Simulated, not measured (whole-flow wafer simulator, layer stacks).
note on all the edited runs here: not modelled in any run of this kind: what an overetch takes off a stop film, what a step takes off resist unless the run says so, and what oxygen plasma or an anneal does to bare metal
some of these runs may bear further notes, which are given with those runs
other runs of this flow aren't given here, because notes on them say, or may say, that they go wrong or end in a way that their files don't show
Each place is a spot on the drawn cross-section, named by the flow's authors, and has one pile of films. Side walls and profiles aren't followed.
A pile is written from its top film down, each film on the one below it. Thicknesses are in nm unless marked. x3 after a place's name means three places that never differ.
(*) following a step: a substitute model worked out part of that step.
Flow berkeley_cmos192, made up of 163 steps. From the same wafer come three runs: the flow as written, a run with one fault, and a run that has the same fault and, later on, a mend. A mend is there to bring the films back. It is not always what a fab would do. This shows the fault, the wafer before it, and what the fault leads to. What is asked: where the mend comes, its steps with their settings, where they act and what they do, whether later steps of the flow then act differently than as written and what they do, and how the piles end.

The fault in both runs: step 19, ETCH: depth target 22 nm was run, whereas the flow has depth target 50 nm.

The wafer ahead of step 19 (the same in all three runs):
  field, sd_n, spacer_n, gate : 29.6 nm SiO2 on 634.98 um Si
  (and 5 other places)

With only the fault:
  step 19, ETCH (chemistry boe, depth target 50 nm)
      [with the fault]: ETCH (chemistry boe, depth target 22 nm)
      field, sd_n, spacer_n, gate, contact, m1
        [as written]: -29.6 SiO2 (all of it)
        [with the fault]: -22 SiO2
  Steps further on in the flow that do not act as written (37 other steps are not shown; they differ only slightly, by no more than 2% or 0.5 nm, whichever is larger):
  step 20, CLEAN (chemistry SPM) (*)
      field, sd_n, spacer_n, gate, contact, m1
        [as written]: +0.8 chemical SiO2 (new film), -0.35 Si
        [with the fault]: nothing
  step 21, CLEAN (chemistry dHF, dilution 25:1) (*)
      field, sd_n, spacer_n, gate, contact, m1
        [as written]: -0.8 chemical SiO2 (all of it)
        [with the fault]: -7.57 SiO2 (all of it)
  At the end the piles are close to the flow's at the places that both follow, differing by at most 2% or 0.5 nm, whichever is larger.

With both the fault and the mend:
  The mend stands after step 19.
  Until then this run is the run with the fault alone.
  step 19a, ETCH (chemistry boe, depth target 28 nm) (the flow's step 19 again, with other settings)
      field, sd_n, spacer_n, gate, contact, m1
        -7.57 SiO2 (all of it)
  Every later step of the flow that is run acts as written at every place that is followed.
  At every place that both follow, the piles at the end match the flow's.
